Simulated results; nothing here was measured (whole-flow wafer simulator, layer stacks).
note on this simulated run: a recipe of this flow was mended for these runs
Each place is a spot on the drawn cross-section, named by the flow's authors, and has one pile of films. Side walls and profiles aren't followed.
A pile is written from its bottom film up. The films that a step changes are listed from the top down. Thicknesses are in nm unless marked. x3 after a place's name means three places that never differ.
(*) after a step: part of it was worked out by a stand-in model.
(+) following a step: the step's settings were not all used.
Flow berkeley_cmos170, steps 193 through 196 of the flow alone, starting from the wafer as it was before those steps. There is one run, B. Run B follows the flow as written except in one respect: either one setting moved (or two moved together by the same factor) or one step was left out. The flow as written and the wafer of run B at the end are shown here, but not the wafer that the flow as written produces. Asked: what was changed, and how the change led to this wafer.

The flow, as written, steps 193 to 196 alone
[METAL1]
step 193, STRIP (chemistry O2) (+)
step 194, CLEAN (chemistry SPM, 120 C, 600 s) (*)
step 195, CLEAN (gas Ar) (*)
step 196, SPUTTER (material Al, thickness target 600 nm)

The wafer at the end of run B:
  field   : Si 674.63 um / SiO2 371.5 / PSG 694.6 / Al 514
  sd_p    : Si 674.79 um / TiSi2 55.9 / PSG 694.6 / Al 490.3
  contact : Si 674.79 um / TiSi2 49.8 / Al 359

Cause: step 196, SPUTTER: thickness target 514 nm was run, whereas the flow has thickness target 600 nm.
The wafer itself shows it: field has Al 514, and step 196 as written asks for 600 nm.

The path from the change to this, step by step:
  step 196, SPUTTER (material Al, thickness target 600 nm)
      field, mark, sd_n and 8 more: +514 Al (new film) (it would be, as written: +600 Al (new film))
      sd_p: +490.3 Al (new film) (it would be, as written: +575.5 Al (new film))
      (and at 1 other place as well)
